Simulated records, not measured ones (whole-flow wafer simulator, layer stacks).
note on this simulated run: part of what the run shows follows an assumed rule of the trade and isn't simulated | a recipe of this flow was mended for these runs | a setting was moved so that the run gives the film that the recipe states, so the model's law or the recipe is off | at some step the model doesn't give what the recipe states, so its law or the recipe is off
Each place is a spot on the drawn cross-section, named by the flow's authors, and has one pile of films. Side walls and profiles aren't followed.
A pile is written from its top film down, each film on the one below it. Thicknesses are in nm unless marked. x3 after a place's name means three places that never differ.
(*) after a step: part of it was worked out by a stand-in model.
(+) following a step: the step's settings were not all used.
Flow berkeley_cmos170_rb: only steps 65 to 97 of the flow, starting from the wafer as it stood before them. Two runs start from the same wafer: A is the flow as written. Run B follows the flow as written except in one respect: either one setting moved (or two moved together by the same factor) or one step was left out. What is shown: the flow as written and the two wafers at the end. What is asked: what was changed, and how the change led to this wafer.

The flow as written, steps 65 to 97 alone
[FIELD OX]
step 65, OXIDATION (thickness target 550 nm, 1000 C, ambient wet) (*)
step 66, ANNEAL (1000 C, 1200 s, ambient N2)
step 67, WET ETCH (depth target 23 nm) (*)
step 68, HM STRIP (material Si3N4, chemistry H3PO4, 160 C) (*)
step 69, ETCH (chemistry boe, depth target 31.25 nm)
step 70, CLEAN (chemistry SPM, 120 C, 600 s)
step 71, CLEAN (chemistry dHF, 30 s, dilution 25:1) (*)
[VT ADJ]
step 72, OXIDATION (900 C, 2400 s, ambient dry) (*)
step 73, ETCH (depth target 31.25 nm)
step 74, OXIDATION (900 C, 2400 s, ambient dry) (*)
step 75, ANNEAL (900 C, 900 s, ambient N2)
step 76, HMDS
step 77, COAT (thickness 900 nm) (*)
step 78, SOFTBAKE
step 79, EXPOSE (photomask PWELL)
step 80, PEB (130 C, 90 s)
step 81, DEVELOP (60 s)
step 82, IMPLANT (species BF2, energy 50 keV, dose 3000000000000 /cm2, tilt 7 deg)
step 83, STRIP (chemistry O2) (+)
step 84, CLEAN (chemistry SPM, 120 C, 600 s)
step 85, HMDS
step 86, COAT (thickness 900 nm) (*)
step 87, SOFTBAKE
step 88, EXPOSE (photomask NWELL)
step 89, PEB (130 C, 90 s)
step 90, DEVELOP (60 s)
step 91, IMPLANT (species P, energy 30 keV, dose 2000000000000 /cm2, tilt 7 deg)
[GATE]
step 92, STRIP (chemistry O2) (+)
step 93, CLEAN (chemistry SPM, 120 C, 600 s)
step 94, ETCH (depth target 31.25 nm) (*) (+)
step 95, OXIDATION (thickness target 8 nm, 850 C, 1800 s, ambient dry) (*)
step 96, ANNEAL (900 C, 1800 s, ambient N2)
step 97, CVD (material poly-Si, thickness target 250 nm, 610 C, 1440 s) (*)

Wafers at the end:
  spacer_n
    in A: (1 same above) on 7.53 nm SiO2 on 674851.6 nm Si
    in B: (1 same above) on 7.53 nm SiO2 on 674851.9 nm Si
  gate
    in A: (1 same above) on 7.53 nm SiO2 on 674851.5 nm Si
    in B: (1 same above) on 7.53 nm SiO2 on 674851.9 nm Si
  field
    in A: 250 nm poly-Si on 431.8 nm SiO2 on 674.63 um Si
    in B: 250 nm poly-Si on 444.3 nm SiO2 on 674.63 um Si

What caused this: step 69, ETCH: depth target 18.76 nm was run, while the flow as written has depth target 31.25 nm.

The path from the change to this, step by step:
  step 69, ETCH (chemistry boe, depth target 31.25 nm)
      spacer_n, spacer_p, gate_p, contact, m1: A -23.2 SiO2 (all of it) | B -18.8 SiO2
      gate, sd_p: A -23.3 SiO2 (all of it) | B -18.8 SiO2
      (as well as at 2 more places)
  step 70, CLEAN (chemistry SPM, 120 C, 600 s)
      sd_n, spacer_n, gate, sd_p, spacer_p, gate_p, contact, m1: A +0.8 chemical SiO2 (new film), -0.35 Si | B nothing
  step 71, CLEAN (chemistry dHF, 30 s, dilution 25:1) (*)
      spacer_n, spacer_p, gate_p, contact, m1: A -0.8 chemical SiO2 (all of it) | B -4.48 SiO2 (all of it)
      sd_n: A -0.8 chemical SiO2 (all of it) | B -6.01 SiO2 (all of it)
      (as well as at 2 more places)
